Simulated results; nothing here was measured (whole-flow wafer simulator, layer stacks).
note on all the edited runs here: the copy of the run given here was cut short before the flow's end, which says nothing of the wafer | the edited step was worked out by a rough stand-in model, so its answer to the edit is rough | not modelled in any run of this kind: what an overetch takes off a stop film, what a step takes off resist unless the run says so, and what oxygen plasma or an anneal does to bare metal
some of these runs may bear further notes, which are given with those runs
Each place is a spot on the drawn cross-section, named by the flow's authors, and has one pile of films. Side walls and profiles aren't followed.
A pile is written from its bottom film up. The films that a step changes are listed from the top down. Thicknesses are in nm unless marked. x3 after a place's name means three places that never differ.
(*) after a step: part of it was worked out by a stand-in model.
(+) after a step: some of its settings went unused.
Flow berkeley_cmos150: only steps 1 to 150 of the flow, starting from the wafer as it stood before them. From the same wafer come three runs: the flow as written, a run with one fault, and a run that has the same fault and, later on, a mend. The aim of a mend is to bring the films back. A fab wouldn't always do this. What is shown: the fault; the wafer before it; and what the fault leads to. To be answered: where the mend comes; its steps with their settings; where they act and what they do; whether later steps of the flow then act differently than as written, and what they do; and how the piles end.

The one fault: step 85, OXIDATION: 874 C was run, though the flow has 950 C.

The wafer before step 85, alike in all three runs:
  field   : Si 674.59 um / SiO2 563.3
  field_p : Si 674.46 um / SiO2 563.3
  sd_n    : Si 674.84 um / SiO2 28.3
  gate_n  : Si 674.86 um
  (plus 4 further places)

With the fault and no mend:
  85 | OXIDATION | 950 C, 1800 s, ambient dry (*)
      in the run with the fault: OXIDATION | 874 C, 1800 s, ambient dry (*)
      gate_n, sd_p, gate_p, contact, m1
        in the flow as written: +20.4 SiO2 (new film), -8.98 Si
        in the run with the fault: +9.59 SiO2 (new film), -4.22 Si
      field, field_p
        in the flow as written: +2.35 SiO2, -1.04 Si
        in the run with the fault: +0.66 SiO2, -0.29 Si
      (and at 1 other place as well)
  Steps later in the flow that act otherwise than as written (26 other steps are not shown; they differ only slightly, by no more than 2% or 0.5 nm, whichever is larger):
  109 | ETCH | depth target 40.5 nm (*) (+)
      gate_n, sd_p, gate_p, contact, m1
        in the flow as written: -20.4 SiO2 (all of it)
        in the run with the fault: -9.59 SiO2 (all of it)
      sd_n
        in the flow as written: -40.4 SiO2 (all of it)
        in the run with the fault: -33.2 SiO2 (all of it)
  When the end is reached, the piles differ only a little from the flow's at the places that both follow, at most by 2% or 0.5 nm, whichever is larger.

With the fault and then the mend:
  The mend stands after step 94.
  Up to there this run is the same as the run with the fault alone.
  94a | STRIP (*) (+)
      field_p
        -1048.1 KrF resist (all of it)
      sd_p
        -1276.1 KrF resist (all of it)
      gate_p
        -1250.5 KrF resist (all of it)
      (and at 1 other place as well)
  94b | CLEAN | chemistry SPM, 600 s (the flow's step 77 again)
      does not change any film at any place that is followed
  94c | OXIDATION | 950 C, 1173 s, ambient dry (*) (the flow's step 85 again, with other settings)
      gate_n, sd_p, gate_p, contact, m1
        +10.9 SiO2, -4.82 Si
      field, field_p
        +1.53 SiO2, -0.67 Si
      sd_n
        +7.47 SiO2, -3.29 Si
  94d | HMDS (the flow's step 88 again)
      does not change any film at any place that is followed
  94e | COAT | KrF resist, thickness 1100 nm (*) (the flow's step 89 again)
      field
        +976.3 KrF resist (new film)
      field_p
        +1087.8 KrF resist (new film)
      sd_n
        +1242.8 KrF resist (new film)
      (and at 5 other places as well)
  94f | SOFTBAKE | KrF resist (the flow's step 90 again)
      does not change any film at any place that is followed
  94g | EXPOSE | photomask NWELL INV, NA 0.5, wavelength 248 nm (*) (the flow's step 91 again)
      does not change any film at any place that is followed
  94h | PEB | KrF resist, 110 C, 90 s (the flow's step 92 again)
      field
        -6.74 KrF resist
      field_p
        -7.53 KrF resist
      sd_n
        -8.63 KrF resist
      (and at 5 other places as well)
  94i | DEVELOP | KrF resist, thickness 1100 nm, developer developer-D-0.26N, 45 s (the flow's step 93 again)
      field_p, sd_p, gate_p, m1
        -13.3 KrF resist
      field
        -969.5 KrF resist (all of it)
      sd_n
        -1234.1 KrF resist (all of it)
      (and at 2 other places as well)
  94j | HARDBAKE | 120 C, 7200 s (the flow's step 94 again)
      field_p
        -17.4 KrF resist
      sd_p
        -21.4 KrF resist
      gate_p
        -20.9 KrF resist
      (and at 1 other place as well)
  Every later step of the flow that is run acts as written, at every place that is followed, to within 2% or 0.5 nm, whichever is larger.
  When the end is reached, the piles differ only a little from the flow's at the places that both follow, at most by 2% or 0.5 nm, whichever is larger.
